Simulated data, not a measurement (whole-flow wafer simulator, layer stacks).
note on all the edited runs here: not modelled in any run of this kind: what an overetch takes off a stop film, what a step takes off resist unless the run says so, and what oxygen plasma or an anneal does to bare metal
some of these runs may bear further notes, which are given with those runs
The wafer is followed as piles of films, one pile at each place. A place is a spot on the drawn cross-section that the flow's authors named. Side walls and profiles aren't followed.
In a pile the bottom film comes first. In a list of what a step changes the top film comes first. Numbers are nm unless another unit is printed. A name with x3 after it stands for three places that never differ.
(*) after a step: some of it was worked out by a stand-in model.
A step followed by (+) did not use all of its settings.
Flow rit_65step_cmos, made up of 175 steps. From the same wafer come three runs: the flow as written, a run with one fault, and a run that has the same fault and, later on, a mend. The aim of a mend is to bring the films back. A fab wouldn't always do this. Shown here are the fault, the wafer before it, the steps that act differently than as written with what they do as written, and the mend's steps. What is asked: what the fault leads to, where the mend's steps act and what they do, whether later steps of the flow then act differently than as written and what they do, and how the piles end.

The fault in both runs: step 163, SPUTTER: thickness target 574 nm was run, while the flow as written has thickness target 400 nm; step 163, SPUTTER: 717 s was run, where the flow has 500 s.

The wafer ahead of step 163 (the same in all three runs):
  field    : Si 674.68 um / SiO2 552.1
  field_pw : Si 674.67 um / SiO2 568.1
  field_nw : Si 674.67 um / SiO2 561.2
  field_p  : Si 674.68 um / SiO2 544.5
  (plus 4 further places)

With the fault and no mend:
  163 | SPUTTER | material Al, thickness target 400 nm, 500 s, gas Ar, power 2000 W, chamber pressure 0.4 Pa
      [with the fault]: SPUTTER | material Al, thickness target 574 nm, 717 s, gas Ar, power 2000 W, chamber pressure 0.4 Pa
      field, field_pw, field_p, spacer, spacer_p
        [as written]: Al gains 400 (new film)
        [with the fault]: Al gains 574 (new film)
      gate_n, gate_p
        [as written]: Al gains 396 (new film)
        [with the fault]: Al gains 538.7 (new film)
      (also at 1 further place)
  Later steps of the flow acting differently than as written (not shown: 1 more step that differs only slightly, by at most 2% or 0.5 nm, whichever is larger):
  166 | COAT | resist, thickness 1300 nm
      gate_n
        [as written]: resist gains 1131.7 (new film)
        [with the fault]: resist gains 1165.3 (new film)
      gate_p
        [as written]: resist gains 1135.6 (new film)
        [with the fault]: resist gains 1168.7 (new film)
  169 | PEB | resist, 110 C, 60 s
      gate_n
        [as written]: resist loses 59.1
        [with the fault]: resist loses 61
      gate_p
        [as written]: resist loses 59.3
        [with the fault]: resist loses 61.1
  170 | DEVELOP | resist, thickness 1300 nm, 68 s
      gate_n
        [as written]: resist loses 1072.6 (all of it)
        [with the fault]: resist loses 1104.3 (all of it)
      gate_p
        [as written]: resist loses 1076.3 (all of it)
        [with the fault]: resist loses 1107.5 (all of it)
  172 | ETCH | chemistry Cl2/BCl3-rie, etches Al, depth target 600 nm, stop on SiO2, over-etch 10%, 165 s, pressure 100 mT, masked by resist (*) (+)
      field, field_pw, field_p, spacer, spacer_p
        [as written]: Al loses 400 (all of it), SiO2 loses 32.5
        [with the fault]: Al loses 574 (all of it), SiO2 loses 10.8
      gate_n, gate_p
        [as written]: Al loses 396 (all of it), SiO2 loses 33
        [with the fault]: Al loses 538.7 (all of it), SiO2 loses 15.2
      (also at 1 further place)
  At field, field_pw, field_nw, field_p, gate_n, gate_p, spacer, spacer_p, the piles at the end differ from the flow's by more than 2% or 0.5 nm, whichever is larger.
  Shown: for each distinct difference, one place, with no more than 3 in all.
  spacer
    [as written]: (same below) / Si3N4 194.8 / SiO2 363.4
    [with the fault]: (same below) / Si3N4 194.8 / SiO2 385.2
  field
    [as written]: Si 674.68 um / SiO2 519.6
    [with the fault]: Si 674.68 um / SiO2 541.4
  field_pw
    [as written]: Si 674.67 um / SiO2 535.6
    [with the fault]: Si 674.67 um / SiO2 557.4

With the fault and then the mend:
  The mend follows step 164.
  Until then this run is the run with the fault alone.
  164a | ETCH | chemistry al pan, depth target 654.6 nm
      field, field_pw, field_nw, field_p, spacer, spacer_p
        Al loses 574 (all of it)
      gate_n, gate_p
        Al loses 538.7 (all of it)
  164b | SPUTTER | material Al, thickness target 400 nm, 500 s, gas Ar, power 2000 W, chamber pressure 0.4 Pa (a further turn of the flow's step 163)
      field, field_pw, field_p, spacer, spacer_p
        Al gains 400 (new film)
      gate_n, gate_p
        Al gains 396 (new film)
      field_nw
        Al gains 397.2 (new film)
  Every later step of the flow that is run acts as written at every place that is followed.
  By the end, the piles equal the flow's at every place that both follow.
